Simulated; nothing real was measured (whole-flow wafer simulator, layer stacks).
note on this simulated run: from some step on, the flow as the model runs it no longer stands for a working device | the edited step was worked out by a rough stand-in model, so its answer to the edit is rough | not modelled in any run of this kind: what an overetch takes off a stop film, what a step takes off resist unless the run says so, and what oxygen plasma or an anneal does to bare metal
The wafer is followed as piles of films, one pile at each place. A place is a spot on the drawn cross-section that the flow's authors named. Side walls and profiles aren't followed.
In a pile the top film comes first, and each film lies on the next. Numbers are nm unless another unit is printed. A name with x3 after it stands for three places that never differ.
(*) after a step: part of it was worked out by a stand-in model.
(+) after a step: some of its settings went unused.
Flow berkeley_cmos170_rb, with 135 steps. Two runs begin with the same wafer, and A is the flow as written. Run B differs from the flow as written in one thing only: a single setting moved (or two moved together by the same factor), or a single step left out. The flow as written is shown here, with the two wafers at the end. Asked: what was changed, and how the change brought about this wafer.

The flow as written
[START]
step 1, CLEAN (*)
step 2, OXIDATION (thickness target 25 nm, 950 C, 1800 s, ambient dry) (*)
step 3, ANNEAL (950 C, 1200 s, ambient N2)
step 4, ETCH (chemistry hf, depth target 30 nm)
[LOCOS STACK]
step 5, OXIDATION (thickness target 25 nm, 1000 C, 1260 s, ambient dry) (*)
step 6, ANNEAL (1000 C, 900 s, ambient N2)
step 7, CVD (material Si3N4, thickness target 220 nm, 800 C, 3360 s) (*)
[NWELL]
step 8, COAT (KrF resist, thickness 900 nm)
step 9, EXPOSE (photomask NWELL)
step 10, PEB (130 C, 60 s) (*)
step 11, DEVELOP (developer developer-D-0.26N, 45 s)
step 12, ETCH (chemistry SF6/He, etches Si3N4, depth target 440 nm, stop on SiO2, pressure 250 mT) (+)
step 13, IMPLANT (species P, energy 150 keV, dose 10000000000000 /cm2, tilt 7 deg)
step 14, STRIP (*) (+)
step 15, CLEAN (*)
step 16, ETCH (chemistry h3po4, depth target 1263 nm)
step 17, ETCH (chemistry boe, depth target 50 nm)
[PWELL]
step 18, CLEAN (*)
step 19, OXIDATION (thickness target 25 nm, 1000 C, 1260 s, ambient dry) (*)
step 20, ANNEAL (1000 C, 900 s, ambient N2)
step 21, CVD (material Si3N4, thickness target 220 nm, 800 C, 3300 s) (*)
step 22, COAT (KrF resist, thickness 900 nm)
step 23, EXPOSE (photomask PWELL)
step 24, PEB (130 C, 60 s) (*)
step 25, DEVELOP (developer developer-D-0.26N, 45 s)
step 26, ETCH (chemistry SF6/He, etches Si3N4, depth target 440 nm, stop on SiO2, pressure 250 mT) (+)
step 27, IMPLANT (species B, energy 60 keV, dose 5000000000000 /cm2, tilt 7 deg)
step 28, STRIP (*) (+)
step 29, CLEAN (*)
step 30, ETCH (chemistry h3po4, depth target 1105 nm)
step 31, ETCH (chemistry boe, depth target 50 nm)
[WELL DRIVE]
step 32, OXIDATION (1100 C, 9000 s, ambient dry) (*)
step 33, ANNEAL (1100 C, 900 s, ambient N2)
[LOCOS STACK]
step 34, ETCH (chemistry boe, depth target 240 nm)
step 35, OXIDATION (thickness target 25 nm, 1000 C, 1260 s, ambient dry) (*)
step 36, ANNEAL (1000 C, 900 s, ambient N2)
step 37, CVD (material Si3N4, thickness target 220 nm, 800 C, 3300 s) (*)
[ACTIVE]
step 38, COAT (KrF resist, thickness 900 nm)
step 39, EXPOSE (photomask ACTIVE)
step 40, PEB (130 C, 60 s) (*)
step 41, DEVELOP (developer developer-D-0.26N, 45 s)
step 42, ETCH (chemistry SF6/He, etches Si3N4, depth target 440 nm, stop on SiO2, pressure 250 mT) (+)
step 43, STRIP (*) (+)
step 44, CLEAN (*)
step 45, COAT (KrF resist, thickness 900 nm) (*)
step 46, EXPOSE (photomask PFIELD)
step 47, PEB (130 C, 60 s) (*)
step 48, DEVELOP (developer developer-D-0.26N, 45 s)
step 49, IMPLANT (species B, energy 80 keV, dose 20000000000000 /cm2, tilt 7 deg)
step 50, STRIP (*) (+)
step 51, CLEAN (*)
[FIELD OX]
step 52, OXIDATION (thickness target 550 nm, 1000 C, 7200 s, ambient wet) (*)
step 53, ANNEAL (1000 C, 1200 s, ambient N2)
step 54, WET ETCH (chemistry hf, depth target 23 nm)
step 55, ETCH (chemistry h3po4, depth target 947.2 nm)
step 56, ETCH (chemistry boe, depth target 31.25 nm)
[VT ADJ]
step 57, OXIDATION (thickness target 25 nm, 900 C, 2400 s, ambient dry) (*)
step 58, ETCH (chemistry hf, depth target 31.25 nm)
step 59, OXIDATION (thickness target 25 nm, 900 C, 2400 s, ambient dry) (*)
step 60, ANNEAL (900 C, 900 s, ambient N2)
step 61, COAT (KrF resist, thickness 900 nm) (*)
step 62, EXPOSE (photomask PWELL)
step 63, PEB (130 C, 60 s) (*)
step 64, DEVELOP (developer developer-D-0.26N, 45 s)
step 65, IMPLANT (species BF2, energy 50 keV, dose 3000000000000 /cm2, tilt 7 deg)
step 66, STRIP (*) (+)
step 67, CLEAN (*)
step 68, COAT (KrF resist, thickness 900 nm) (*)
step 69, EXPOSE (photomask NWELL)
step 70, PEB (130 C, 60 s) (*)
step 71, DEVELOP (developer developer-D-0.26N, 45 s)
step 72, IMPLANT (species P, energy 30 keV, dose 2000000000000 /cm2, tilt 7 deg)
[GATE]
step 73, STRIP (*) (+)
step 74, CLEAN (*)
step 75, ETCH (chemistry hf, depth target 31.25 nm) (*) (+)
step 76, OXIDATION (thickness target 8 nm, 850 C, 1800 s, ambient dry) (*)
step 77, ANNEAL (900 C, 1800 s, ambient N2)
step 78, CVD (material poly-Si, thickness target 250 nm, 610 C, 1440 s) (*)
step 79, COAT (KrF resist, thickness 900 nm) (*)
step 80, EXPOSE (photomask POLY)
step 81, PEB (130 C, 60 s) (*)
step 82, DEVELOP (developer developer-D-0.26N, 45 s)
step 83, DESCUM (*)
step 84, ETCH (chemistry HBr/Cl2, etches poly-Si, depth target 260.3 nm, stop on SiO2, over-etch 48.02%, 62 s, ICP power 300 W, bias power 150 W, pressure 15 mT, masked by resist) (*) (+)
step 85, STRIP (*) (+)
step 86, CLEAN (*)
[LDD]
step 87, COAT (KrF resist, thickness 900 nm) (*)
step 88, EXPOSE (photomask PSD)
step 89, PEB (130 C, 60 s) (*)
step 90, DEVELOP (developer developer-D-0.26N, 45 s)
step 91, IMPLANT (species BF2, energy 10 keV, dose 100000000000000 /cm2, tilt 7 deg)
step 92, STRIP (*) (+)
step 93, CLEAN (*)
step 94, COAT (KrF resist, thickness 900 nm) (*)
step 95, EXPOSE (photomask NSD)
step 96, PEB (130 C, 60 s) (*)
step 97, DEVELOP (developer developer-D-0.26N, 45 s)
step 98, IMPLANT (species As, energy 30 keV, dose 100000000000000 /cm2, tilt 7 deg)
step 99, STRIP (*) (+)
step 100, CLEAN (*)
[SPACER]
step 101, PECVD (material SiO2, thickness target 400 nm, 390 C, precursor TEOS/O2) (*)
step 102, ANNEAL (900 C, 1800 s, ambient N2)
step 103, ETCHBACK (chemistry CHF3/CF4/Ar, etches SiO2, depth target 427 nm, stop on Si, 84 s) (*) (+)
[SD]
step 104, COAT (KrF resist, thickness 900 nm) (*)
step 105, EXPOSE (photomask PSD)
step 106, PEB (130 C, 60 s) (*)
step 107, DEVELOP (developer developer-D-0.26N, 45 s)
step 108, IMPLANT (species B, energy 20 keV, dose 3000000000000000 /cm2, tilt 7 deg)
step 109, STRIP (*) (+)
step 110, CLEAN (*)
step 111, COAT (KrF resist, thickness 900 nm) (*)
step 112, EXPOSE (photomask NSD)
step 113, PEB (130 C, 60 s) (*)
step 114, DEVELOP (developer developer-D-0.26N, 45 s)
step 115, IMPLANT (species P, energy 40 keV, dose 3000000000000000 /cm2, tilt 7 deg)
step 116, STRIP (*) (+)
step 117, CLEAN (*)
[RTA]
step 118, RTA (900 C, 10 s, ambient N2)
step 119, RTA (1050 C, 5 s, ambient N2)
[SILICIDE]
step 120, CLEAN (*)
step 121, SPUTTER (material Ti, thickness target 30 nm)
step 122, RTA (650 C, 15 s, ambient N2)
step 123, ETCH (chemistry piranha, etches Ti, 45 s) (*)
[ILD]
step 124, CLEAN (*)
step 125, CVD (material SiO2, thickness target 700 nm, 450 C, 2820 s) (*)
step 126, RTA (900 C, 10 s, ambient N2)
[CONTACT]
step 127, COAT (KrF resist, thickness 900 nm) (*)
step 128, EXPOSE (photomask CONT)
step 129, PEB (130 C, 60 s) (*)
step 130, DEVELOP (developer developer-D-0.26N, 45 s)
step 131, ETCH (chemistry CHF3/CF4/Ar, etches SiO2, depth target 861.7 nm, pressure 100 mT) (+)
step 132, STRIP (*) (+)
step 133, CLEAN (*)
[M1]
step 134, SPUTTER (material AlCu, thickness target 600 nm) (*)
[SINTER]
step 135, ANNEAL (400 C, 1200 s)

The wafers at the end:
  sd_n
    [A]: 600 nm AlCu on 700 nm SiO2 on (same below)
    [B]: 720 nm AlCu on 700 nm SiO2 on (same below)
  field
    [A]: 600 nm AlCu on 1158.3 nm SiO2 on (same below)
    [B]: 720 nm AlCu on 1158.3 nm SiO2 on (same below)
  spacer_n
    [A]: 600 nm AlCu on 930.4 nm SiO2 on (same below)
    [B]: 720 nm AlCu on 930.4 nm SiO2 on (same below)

Cause: step 134, SPUTTER: thickness target 720 nm was run, while the flow as written has thickness target 600 nm.
The wafer lets one read it off: sd_n has AlCu 720, and step 134 as written asks for 600 nm.

How this came from the change, step by step:
  step 134, SPUTTER (material AlCu, thickness target 600 nm) (*)
      field, sd_n, spacer_n, gate, spacer_p, gate_p, m1: A AlCu gains 600 (new film) | B AlCu gains 720 (new film)
      sd_p: A AlCu gains 545.9 (new film) | B AlCu gains 661 (new film)
      (and at 1 other place as well)
